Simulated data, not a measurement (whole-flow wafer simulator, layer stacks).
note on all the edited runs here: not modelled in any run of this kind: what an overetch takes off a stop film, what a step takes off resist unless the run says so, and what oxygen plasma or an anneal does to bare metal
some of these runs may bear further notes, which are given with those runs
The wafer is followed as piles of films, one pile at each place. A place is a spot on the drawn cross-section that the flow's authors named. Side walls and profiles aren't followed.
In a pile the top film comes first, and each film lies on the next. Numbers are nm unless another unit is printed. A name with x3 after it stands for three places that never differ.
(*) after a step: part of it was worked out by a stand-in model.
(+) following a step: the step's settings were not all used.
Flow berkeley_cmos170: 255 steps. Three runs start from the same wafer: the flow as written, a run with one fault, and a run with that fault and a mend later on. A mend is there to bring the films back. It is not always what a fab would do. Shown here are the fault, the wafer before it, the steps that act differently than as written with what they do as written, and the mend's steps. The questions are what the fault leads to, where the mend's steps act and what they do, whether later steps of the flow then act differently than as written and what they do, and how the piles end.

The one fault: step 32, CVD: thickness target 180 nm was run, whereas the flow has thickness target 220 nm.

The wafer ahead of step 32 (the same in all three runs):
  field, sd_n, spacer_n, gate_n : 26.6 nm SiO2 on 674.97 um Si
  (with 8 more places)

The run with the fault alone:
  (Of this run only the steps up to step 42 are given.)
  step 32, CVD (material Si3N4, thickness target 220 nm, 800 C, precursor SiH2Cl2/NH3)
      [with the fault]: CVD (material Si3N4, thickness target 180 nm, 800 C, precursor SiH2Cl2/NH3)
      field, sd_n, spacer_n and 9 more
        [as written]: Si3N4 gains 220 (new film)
        [with the fault]: Si3N4 gains 180 (new film)
  Steps further on in the flow that do not act as written:
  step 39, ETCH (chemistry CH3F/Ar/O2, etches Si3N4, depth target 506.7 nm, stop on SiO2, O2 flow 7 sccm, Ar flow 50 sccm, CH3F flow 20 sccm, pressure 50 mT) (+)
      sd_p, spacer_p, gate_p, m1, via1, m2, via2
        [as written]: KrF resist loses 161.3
        [with the fault]: KrF resist loses 134.7
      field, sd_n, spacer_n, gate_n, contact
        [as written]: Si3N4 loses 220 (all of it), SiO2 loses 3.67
        [with the fault]: Si3N4 loses 180 (all of it), SiO2 loses 3.67
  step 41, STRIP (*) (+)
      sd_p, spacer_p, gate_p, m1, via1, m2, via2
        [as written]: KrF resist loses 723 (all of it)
        [with the fault]: KrF resist loses 749.7 (all of it)
  Once step 42 is done, the piles at sd_p, spacer_p, gate_p, m1, via1, m2, via2 depart from the flow's by more than 2% or 0.5 nm, whichever is larger.
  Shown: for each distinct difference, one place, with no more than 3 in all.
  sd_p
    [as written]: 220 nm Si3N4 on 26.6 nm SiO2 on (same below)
    [with the fault]: 180 nm Si3N4 on 26.6 nm SiO2 on (same below)

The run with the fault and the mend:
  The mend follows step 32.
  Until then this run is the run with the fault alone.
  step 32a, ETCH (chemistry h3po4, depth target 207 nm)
      field, sd_n, spacer_n and 9 more
        Si3N4 loses 180 (all of it)
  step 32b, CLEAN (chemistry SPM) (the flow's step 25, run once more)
      does not change any film at any place that is followed
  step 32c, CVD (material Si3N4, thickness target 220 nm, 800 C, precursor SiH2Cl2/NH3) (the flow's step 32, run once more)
      field, sd_n, spacer_n and 9 more
        Si3N4 gains 220 (new film)
  Every later step of the flow that is run acts as written at every place that is followed.
  The piles end the same as the flow's at every place that both follow.
